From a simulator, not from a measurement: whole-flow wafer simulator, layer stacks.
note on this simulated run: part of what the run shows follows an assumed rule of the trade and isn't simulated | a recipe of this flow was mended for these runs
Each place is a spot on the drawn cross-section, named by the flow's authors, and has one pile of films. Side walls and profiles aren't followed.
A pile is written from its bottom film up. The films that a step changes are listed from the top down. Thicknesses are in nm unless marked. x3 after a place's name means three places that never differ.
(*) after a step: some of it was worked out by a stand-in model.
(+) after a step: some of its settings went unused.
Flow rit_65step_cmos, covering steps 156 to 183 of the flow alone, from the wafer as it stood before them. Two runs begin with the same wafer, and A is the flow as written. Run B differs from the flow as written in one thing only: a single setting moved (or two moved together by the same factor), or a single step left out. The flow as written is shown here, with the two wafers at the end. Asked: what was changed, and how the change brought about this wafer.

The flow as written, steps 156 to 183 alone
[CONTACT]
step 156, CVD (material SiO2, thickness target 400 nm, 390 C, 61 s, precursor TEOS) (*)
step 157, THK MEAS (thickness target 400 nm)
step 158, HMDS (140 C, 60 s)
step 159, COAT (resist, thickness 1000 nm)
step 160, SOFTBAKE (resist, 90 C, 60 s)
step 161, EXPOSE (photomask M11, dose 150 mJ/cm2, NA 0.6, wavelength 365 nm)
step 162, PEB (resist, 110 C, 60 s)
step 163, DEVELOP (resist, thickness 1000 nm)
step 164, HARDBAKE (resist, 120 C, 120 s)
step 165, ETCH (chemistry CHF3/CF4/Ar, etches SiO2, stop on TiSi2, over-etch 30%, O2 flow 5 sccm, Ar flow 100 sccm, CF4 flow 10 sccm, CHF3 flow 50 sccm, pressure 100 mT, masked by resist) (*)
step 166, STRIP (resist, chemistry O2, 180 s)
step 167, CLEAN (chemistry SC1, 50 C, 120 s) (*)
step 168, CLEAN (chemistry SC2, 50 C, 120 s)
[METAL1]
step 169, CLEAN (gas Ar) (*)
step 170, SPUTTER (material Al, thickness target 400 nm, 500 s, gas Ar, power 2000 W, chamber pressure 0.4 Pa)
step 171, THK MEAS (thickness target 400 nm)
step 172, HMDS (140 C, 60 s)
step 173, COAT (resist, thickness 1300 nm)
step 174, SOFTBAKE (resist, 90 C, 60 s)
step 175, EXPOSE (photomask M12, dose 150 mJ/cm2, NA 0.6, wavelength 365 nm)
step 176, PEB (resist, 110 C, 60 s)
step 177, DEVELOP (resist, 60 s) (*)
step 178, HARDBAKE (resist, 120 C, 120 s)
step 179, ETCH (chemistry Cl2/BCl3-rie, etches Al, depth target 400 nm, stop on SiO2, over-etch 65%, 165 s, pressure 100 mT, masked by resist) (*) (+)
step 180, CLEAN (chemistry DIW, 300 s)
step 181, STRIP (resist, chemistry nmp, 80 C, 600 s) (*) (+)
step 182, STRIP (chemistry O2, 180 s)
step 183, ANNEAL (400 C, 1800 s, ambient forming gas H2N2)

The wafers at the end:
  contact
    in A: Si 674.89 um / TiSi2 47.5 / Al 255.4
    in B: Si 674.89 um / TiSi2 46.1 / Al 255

What caused this: step 165, ETCH: over-etch 37.2% was run, whereas the flow has over-etch 30%.

The path from the change to this, step by step:
  step 165, ETCH (chemistry CHF3/CF4/Ar, etches SiO2, stop on TiSi2, over-etch 30%, O2 flow 5 sccm, Ar flow 100 sccm, CF4 flow 10 sccm, CHF3 flow 50 sccm, pressure 100 mT, masked by resist) (*)
      field, field_pw, field_nw and 10 more: A -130 resist | B -137.2 resist
      contact: A -400 SiO2 (all of it), -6 TiSi2 | B -400 SiO2 (all of it), -7.44 TiSi2
